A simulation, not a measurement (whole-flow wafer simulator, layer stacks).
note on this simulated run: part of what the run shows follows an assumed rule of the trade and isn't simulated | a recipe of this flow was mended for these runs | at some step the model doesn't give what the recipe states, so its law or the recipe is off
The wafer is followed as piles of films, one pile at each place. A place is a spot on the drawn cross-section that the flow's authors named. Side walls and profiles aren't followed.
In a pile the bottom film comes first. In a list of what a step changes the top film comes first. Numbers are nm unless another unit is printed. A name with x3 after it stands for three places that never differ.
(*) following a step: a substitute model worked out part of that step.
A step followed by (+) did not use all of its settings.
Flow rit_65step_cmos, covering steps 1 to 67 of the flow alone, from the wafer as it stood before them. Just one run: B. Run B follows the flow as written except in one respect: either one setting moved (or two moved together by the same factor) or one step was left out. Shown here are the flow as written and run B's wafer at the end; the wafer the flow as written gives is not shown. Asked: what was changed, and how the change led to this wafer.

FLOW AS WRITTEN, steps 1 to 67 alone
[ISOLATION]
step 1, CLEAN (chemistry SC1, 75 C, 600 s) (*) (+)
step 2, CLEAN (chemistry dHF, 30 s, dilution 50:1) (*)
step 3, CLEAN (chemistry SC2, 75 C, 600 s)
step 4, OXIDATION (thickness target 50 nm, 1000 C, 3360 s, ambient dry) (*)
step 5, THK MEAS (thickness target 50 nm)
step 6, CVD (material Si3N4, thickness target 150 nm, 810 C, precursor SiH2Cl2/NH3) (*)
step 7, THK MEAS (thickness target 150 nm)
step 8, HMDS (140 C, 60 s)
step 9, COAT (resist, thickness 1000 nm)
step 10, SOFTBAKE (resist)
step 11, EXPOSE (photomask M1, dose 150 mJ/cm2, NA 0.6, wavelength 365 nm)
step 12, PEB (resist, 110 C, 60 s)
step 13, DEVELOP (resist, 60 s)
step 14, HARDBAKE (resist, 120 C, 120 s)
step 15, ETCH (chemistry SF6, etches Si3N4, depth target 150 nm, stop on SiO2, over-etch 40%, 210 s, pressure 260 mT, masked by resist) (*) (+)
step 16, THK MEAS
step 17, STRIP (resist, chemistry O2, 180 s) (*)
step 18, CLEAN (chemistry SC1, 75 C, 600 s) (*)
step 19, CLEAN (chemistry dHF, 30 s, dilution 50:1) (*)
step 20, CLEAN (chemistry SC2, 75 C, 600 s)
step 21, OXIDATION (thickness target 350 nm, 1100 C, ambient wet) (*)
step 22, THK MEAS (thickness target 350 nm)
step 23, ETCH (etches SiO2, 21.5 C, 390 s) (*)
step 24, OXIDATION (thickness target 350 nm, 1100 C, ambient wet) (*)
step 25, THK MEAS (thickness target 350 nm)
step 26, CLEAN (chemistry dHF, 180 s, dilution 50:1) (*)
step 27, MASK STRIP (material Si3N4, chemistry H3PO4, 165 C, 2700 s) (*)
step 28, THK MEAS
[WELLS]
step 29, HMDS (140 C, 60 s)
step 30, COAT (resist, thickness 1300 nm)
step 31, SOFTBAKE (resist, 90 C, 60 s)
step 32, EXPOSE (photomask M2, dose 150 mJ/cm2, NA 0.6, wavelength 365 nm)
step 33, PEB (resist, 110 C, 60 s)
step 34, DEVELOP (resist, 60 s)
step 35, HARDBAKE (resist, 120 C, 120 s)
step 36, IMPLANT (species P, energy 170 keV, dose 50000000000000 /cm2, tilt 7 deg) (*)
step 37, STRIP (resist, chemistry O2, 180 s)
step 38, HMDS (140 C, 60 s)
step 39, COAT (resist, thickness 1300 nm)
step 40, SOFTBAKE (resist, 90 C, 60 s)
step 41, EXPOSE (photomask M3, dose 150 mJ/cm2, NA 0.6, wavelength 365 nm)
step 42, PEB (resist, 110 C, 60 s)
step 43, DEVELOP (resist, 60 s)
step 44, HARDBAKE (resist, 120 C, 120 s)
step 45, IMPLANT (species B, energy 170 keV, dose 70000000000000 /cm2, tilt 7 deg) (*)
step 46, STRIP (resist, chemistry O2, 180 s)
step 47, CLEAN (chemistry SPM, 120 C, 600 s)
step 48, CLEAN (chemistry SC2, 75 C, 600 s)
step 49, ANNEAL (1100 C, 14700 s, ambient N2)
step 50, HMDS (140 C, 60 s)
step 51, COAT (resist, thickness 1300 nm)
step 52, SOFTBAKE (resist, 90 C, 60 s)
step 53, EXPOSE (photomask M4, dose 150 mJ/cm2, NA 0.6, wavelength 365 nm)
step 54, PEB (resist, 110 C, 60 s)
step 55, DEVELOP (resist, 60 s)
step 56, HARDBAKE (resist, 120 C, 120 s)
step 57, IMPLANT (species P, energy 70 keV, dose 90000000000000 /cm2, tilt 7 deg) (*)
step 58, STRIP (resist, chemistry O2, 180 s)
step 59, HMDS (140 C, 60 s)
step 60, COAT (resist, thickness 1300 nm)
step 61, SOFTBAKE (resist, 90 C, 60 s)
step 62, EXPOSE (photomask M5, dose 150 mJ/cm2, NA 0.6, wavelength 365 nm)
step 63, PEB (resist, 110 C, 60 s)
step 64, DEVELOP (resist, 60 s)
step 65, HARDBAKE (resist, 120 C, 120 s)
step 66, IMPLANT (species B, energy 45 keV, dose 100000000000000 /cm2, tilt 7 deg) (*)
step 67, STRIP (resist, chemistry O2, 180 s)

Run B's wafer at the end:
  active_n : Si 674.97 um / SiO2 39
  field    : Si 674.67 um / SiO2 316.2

Cause: step 27, MASK STRIP: 4320 s was run, though the flow has 2700 s.

How this came from the change, step by step:
  step 27, MASK STRIP (material Si3N4, chemistry H3PO4, 165 C, 2700 s) (*)
      active_n, active_p, gate_n and 7 more: -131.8 Si3N4 (all of it), -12 SiO2 (it would be, as written: -131.8 Si3N4 (all of it), -5.64 SiO2)
      field, field_pw, field_nw, field_p: -17.1 SiO2 (it would be, as written: -10.7 SiO2)
